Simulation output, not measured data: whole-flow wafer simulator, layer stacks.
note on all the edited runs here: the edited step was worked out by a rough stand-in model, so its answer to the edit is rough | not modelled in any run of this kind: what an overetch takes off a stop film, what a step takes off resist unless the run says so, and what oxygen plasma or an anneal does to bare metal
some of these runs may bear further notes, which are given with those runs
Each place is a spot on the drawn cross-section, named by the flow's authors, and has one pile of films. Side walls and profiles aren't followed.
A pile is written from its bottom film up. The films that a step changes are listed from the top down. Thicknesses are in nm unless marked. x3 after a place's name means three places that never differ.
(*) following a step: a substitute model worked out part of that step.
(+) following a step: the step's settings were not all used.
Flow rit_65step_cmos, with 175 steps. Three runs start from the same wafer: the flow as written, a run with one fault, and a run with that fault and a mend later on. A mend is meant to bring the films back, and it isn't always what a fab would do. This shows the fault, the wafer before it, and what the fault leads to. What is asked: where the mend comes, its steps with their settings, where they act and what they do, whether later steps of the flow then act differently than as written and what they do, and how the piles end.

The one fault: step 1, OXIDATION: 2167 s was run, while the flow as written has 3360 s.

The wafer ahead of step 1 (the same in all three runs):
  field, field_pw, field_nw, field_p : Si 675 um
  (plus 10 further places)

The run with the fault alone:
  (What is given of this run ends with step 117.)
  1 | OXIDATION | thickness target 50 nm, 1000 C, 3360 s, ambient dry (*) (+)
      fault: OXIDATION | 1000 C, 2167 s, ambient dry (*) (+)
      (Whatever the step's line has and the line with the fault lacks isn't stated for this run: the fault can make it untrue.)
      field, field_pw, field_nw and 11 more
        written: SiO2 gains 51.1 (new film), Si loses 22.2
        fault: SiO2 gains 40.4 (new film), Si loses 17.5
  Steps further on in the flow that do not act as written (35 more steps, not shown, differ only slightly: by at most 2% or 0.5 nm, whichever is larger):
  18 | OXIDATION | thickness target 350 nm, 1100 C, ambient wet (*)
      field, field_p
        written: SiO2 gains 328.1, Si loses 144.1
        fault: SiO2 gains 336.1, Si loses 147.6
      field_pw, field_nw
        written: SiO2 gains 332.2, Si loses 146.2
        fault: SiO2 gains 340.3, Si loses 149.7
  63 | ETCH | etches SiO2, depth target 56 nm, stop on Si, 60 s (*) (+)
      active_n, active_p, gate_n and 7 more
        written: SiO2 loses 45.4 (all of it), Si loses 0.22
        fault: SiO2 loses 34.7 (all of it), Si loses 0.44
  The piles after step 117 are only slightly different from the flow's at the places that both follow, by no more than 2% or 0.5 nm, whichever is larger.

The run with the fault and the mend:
  The mend follows step 2.
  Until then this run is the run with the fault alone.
  2a | ETCH | depth target 47 nm, 21.5 C, 52 s
      field, field_pw, field_nw and 11 more
        SiO2 loses 40.4 (all of it)
  2b | CLEAN | chemistry SC2, 75 C, 600 s
      field, field_pw, field_nw and 11 more
        chemical SiO2 gains 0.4 (new film), Si loses 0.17
  2c | OXIDATION | 1000 C, 3360 s, ambient dry (*) (a further turn of the flow's step 1, with different settings)
      field, field_pw, field_nw and 11 more
        SiO2 gains 51 (new film), chemical SiO2 loses 0.4 (all of it), Si loses 22.3
  Steps further on in the flow that do not act as written (17 more steps, not shown, differ only slightly: by at most 2% or 0.5 nm, whichever is larger):
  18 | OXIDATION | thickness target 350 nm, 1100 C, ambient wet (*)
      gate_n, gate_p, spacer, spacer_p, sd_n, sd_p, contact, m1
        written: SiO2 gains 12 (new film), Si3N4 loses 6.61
        mend: SiO2 gains 12 (new film), Si3N4 loses 6.61, SiO2 gains 0.03
  The piles end only slightly different from the flow's at the places that both follow, by no more than 2% or 0.5 nm, whichever is larger.
